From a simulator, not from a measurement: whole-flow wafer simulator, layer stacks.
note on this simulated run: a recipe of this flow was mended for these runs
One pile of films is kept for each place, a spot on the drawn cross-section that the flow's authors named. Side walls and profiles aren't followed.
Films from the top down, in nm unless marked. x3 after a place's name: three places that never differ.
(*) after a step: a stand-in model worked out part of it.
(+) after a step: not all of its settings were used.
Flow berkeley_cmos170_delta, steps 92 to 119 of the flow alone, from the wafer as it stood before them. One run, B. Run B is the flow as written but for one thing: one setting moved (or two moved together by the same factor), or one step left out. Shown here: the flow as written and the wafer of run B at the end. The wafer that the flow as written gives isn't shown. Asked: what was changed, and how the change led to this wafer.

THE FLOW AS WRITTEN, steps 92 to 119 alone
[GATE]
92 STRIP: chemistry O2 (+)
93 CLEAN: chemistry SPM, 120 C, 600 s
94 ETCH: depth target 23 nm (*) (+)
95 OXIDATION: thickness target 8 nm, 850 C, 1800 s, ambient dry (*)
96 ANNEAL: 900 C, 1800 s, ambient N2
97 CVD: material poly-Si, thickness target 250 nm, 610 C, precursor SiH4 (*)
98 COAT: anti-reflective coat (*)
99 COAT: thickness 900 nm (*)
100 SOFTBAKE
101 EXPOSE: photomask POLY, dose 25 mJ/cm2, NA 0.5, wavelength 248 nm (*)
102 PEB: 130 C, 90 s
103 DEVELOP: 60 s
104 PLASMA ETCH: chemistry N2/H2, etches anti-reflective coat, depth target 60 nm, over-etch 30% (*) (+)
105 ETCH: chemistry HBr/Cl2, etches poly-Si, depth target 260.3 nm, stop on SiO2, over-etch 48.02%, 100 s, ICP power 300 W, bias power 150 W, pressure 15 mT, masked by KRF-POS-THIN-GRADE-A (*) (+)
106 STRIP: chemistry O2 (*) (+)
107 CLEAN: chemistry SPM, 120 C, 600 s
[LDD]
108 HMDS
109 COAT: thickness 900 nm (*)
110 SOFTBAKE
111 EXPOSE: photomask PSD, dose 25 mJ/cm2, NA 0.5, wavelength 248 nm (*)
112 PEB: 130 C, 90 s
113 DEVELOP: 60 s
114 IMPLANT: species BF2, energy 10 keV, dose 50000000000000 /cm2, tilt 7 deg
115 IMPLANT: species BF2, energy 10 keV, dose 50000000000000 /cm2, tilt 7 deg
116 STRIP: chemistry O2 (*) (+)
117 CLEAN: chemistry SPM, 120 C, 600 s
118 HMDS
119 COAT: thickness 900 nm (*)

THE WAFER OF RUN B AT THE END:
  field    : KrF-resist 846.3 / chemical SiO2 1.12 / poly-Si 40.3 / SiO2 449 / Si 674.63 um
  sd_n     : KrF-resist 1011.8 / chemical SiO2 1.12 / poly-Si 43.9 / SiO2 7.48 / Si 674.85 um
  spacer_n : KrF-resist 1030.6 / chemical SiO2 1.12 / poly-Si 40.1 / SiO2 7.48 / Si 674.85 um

The cause: step 97, CVD: thickness target 431 nm was run, where the flow has thickness target 250 nm.

How the change led to this, step by step:
  97 CVD: material poly-Si, thickness target 250 nm, 610 C, precursor SiH4 (*)
      field, sd_n, spacer_n and 6 more: poly-Si +431 (new film) (as written it would be: poly-Si +250 (new film))
  98 COAT: anti-reflective coat (*)
      field: anti-reflective coat +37 (new film) (as written it would be: anti-reflective coat +35.2 (new film))
      sd_n: anti-reflective coat +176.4 (new film) (as written it would be: anti-reflective coat +166.5 (new film))
      (and at 2 more places)
  104 PLASMA ETCH: chemistry N2/H2, etches anti-reflective coat, depth target 60 nm, over-etch 30% (*) (+)
      field: anti-reflective coat -37 (all of it), poly-Si -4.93 (as written it would be: anti-reflective coat -35.2 (all of it), poly-Si -4.65)
      sd_n: anti-reflective coat -176.4 (all of it), poly-Si -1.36 (as written it would be: anti-reflective coat -166.5 (all of it), poly-Si -1.28)
      (and at 2 more places)
  105 ETCH: chemistry HBr/Cl2, etches poly-Si, depth target 260.3 nm, stop on SiO2, over-etch 48.02%, 100 s, ICP power 300 W, bias power 150 W, pressure 15 mT, masked by KRF-POS-THIN-GRADE-A (*) (+)
      field: poly-Si -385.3 (as written it would be: poly-Si -245.4 (all of it), SiO2 -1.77)
      sd_n: poly-Si -385.3 (as written it would be: poly-Si -248.7 (all of it), SiO2 -1.52)
      (and at 5 more places)
  106 STRIP: chemistry O2 (*) (+)
      field, sd_n, spacer_n, sd_p, spacer_p, contact, m1: chemical SiO2 +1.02 (new film), poly-Si -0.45 (as written it would be: nothing)
  109 COAT: thickness 900 nm (*)
      spacer_n: KrF-resist +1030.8 (new film) (as written it would be: KrF-resist +1008.7 (new film))
      gate: KrF-resist +644.7 (new film) (as written it would be: KrF-resist +758.7 (new film))
      (and at 2 more places)
  113 DEVELOP: 60 s
      spacer_p: KrF-resist -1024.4 (all of it) (as written it would be: KrF-resist -1002.9 (all of it))
      gate_p: KrF-resist -638.6 (all of it) (as written it would be: KrF-resist -752.9 (all of it))
  116 STRIP: chemistry O2 (*) (+)
      spacer_n: KrF-resist -1013.5 (all of it), chemical SiO2 +0.1, poly-Si -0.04 (as written it would be: KrF-resist -991.4 (all of it))
      gate: KrF-resist -628.4 (all of it), chemical SiO2 +0.17 (as written it would be: KrF-resist -742.2 (all of it), chemical SiO2 +0.17)
  119 COAT: thickness 900 nm (*)
      spacer_n: KrF-resist +1030.6 (new film) (as written it would be: KrF-resist +1008.1 (new film))
      gate: KrF-resist +644.5 (new film) (as written it would be: KrF-resist +758 (new film))
      (and at 2 more places)
